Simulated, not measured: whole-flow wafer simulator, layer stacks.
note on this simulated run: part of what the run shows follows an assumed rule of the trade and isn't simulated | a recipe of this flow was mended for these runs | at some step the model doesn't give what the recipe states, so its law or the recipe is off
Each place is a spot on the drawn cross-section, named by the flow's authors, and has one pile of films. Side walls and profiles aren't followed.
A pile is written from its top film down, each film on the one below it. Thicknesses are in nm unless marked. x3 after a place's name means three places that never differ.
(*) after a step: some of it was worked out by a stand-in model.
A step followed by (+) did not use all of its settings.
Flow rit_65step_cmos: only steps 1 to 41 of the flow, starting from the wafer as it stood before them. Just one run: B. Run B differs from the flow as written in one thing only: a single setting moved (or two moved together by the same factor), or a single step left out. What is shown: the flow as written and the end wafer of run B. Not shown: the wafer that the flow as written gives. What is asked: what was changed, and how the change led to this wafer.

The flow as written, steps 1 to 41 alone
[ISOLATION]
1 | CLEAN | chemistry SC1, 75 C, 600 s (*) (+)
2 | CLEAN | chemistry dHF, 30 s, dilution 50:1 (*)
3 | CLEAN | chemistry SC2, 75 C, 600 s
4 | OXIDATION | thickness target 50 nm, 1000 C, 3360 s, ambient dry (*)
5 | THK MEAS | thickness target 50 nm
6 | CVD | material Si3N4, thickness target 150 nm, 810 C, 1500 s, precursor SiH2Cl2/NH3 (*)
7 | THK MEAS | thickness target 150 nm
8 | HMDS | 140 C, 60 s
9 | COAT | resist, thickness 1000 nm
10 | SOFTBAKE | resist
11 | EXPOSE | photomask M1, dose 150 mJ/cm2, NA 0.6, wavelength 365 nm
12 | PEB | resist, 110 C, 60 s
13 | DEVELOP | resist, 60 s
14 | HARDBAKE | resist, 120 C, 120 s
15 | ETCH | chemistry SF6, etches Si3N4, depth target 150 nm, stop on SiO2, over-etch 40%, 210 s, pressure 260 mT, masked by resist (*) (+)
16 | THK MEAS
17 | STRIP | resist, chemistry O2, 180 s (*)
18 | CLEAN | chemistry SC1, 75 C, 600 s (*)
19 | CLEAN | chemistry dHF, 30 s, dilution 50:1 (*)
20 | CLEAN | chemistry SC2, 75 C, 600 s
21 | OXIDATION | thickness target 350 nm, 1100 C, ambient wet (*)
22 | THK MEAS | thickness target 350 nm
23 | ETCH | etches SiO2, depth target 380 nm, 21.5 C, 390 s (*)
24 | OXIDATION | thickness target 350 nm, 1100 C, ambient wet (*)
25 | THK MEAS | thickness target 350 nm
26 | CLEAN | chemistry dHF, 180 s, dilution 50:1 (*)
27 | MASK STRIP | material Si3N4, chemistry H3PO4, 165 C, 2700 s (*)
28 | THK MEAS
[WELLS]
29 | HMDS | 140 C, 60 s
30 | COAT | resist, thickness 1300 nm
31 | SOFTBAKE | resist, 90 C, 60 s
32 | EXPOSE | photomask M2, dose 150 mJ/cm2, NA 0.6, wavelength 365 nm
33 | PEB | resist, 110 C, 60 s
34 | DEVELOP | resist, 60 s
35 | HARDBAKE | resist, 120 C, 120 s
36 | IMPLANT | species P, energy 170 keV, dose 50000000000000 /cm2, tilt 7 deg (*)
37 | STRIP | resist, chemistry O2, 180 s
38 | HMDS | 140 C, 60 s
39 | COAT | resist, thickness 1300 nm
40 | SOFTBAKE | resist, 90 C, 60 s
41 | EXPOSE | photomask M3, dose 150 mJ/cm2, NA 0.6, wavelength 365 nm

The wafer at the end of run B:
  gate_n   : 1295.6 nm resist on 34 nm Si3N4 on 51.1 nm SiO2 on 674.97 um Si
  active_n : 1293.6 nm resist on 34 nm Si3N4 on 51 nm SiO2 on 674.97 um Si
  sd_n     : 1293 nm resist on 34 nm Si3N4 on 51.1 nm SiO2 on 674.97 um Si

Cause: step 27, MASK STRIP: 945 s was run, while the flow as written has 2700 s.

Step by step, how the change led to this:
  27 | MASK STRIP | material Si3N4, chemistry H3PO4, 165 C, 2700 s (*)
      active_n, active_p, gate_n and 7 more: Si3N4 loses 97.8 (it would be, as written: Si3N4 loses 131.8 (all of it), SiO2 loses 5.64)
      field, field_pw, field_nw, field_p: SiO2 loses 3.74 (it would be, as written: SiO2 loses 10.7)
